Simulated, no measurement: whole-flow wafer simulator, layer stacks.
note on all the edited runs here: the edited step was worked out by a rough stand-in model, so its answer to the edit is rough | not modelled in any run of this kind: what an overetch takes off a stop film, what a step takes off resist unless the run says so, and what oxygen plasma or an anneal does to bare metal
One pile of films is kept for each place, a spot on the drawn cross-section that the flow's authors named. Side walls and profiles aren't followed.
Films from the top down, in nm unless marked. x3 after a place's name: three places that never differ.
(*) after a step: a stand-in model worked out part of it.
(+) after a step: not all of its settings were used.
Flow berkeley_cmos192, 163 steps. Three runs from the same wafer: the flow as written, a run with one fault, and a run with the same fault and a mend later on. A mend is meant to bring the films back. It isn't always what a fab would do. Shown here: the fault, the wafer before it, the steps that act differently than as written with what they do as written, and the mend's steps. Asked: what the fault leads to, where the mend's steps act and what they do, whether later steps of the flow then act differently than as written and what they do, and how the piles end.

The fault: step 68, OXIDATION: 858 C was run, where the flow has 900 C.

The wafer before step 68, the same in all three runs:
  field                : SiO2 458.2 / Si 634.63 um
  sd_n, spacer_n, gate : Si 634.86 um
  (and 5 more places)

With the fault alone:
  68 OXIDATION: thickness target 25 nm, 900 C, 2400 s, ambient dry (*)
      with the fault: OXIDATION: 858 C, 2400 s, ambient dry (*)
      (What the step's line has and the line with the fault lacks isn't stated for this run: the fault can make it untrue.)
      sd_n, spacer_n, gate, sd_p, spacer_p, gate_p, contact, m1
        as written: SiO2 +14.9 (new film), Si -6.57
        with the fault: SiO2 +9.71 (new film), Si -4.27
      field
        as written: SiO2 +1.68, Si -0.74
        with the fault: SiO2 +0.77, Si -0.34
  Later steps of the flow that act differently than as written (37 more steps differ only slightly, by at most 2% or 0.5 nm, whichever is larger, and aren't shown):
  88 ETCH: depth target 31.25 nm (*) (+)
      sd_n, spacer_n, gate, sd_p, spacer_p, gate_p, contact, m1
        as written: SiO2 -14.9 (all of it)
        with the fault: SiO2 -9.71 (all of it)
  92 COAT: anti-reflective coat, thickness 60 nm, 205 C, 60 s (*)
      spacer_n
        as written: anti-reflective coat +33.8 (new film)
        with the fault: anti-reflective coat +34.6 (new film)
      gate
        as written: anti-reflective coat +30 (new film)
        with the fault: anti-reflective coat +30.8 (new film)
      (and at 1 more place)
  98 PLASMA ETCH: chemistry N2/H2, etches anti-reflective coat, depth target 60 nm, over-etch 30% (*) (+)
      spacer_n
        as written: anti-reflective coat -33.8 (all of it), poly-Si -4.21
        with the fault: anti-reflective coat -34.6 (all of it), poly-Si -4.14
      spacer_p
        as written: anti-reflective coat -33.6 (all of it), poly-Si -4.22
        with the fault: anti-reflective coat -34.3 (all of it), poly-Si -4.15
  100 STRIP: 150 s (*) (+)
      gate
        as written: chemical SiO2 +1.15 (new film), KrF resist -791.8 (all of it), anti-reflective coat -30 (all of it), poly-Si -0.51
        with the fault: chemical SiO2 +1.15 (new film), KrF resist -789.8 (all of it), anti-reflective coat -30.8 (all of it), poly-Si -0.51
  At the end the piles differ from the flow's only slightly at the places that both follow, by at most 2% or 0.5 nm, whichever is larger.

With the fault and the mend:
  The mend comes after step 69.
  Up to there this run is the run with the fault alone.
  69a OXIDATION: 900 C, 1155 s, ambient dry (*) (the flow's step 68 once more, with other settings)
      sd_n, spacer_n, gate, sd_p, spacer_p, gate_p, contact, m1
        SiO2 +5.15, Si -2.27
      field
        SiO2 +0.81, Si -0.35
  No later step of the flow acts differently than as written, at any place that is followed, by more than 2% or 0.5 nm, whichever is larger.
  At the end the piles differ from the flow's only slightly at the places that both follow, by at most 2% or 0.5 nm, whichever is larger.
